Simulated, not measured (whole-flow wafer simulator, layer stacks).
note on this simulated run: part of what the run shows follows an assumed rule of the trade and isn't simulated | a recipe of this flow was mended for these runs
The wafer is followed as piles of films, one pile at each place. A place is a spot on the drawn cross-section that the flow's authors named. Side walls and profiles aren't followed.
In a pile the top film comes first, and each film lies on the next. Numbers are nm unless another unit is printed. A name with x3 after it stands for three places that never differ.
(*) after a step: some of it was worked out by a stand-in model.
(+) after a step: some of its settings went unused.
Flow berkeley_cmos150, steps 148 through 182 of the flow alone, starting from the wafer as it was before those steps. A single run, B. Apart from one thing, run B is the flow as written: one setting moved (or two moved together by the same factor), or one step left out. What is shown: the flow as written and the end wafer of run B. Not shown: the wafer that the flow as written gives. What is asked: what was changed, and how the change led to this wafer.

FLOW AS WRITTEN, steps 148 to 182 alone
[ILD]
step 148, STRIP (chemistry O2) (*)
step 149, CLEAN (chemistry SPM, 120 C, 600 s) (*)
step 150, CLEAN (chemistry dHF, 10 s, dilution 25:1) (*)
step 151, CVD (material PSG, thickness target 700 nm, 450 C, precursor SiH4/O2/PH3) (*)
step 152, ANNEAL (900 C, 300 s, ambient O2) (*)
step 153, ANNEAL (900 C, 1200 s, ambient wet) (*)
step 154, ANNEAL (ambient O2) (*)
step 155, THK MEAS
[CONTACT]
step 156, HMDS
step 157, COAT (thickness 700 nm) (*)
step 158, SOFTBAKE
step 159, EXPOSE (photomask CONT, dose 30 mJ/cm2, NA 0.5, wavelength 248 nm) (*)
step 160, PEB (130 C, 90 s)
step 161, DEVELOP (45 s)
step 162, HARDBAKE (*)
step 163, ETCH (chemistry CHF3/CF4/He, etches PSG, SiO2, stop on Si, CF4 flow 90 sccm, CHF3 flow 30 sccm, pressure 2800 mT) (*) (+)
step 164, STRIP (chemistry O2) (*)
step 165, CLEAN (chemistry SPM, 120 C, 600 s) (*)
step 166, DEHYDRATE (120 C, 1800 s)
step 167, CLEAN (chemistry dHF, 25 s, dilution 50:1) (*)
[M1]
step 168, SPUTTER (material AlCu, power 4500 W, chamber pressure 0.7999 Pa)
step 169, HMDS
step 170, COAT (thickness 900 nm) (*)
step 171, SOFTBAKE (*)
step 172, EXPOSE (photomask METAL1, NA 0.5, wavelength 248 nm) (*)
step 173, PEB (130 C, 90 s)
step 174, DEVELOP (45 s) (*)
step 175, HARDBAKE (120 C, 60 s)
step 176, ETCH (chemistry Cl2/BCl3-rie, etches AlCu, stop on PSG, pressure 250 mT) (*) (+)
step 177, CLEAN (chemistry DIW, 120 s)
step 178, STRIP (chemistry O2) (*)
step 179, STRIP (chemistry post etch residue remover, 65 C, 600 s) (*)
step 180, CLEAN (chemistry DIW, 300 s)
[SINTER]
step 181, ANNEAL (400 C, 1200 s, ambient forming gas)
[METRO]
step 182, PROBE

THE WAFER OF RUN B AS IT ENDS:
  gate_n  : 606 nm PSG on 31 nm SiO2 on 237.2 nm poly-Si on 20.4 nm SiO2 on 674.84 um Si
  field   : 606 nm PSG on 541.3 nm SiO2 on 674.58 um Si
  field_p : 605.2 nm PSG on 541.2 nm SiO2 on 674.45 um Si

What caused this: step 153, ANNEAL: 915 C was run, while the flow as written has 900 C.

How this came from the change, step by step:
  step 153, ANNEAL (900 C, 1200 s, ambient wet) (*)
      sd_n, contact, m1: -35 PSG, +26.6 SiO2, -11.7 Si (it would be, as written: -35 PSG, +22.8 SiO2, -10 Si)
      field, field_p: -35 PSG, +18.7 SiO2, -8.23 Si (it would be, as written: -35 PSG, +16.3 SiO2, -7.15 Si)
      (and at 3 other places as well)
  step 163, ETCH (chemistry CHF3/CF4/He, etches PSG, SiO2, stop on Si, CF4 flow 90 sccm, CHF3 flow 30 sccm, pressure 2800 mT) (*) (+)
      contact: -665 PSG (all of it), -42 SiO2 (all of it), -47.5 Si (it would be, as written: -665 PSG (all of it), -38.1 SiO2 (all of it), -47.5 Si)
